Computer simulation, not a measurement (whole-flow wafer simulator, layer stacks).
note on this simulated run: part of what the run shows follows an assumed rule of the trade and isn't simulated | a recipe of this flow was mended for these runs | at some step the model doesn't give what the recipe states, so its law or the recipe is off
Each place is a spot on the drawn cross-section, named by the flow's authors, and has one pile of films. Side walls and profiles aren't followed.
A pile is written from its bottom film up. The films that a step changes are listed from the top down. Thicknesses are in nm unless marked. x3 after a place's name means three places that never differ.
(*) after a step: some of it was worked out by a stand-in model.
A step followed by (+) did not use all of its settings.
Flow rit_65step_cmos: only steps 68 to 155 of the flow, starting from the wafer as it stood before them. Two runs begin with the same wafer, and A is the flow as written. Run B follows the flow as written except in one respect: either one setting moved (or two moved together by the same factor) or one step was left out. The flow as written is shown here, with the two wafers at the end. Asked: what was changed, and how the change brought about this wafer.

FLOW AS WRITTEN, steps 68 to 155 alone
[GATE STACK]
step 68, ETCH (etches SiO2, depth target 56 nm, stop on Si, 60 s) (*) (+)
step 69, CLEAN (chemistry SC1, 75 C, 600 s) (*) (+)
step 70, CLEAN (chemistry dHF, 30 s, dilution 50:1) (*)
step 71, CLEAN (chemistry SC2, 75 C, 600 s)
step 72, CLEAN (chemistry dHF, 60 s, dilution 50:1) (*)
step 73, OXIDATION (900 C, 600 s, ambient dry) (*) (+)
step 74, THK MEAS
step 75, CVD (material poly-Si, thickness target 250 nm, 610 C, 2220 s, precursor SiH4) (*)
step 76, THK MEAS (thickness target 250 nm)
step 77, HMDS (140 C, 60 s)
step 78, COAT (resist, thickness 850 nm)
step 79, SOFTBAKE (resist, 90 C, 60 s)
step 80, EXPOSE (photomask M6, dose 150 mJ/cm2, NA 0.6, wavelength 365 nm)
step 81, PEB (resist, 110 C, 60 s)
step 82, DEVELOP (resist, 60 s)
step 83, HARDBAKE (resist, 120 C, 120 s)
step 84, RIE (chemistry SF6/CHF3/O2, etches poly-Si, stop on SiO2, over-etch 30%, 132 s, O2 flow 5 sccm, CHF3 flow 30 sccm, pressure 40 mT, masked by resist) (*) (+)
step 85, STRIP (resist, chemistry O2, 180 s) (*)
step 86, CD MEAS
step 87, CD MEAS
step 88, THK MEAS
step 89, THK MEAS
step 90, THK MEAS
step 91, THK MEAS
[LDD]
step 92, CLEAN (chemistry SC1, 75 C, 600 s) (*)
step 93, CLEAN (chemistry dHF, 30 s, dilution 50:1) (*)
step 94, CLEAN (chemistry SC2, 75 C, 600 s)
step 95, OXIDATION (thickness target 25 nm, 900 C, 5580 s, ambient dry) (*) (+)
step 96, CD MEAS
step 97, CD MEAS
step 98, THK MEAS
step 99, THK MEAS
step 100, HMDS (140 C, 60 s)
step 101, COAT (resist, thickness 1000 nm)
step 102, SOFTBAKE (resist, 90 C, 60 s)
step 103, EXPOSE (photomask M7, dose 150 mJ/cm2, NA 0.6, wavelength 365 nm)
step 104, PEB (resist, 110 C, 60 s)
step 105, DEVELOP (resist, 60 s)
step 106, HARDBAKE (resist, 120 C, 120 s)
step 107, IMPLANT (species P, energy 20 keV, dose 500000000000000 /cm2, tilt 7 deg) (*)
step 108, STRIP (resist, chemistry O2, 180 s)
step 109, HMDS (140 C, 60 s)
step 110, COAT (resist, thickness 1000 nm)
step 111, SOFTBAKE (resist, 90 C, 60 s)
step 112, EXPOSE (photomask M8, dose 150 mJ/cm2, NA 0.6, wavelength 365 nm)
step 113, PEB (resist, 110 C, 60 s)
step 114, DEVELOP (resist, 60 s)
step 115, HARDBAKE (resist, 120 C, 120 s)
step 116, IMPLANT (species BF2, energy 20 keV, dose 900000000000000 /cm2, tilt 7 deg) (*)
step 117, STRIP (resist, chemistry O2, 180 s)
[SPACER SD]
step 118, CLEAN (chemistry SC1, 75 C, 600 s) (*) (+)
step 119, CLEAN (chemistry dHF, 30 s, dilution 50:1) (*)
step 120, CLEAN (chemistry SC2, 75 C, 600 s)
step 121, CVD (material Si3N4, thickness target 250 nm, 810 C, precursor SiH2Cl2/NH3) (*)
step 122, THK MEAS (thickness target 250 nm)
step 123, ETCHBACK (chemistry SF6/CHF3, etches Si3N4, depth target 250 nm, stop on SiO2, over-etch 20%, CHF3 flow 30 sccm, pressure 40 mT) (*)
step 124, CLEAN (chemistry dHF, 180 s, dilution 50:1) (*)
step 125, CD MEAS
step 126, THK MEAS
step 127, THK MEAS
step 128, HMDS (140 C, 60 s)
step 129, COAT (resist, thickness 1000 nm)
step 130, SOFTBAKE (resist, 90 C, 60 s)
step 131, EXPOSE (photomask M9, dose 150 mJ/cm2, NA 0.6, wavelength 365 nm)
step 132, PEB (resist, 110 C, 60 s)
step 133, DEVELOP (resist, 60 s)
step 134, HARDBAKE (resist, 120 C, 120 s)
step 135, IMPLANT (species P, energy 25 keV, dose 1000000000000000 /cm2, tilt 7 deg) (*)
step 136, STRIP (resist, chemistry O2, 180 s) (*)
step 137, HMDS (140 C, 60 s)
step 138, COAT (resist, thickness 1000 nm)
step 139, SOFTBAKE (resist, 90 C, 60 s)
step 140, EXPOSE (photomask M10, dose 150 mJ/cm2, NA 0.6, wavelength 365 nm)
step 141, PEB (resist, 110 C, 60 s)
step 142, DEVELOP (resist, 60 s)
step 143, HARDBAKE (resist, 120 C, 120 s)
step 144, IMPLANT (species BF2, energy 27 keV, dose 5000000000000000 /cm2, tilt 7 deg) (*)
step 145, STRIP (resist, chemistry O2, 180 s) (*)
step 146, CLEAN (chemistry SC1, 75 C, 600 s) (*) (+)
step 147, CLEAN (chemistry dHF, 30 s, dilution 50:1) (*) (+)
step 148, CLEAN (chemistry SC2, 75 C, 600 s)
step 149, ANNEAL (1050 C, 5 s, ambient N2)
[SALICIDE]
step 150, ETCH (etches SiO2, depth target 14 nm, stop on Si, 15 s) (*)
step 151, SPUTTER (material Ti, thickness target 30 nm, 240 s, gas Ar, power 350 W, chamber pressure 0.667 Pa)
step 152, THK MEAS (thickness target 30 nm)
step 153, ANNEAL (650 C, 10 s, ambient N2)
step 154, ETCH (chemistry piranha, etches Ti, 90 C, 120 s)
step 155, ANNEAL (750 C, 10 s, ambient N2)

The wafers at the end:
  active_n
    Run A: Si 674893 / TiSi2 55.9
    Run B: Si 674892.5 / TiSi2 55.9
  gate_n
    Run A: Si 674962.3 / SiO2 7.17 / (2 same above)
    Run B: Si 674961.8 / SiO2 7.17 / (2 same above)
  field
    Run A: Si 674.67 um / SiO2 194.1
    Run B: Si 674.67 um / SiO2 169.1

The reason: step 68, ETCH: depth target 81 nm was run, while the flow as written has depth target 56 nm; step 68, ETCH: 87 s was run, where the flow has 60 s.

Step by step, how the change led to this:
  step 68, ETCH (etches SiO2, depth target 56 nm, stop on Si, 60 s) (*) (+)
      active_n, active_p, gate_n and 7 more: A SiO2 loses 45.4 (all of it), Si loses 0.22 | B SiO2 loses 45.4 (all of it), Si loses 0.73
      field, field_pw, field_nw, field_p: A SiO2 loses 56 | B SiO2 loses 81.2
  step 72, CLEAN (chemistry dHF, 60 s, dilution 50:1) (*)
      field_nw, field_p: A SiO2 loses 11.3 | B SiO2 loses 9.95
  step 78, COAT (resist, thickness 850 nm)
      field: A resist gains 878 (new film) | B resist gains 896.4 (new film)
  step 81, PEB (resist, 110 C, 60 s)
      field: A resist loses 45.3 | B resist loses 46.4
  step 82, DEVELOP (resist, 60 s)
      field: A resist loses 832.7 (all of it) | B resist loses 850 (all of it)
  step 106, HARDBAKE (resist, 120 C, 120 s)
      field_p: A resist loses 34 | B resist loses 34.7
  step 115, HARDBAKE (resist, 120 C, 120 s)
      field: A resist loses 33.8 | B resist loses 34.6
  step 143, HARDBAKE (resist, 120 C, 120 s)
      field: A resist loses 34 | B resist loses 34.8
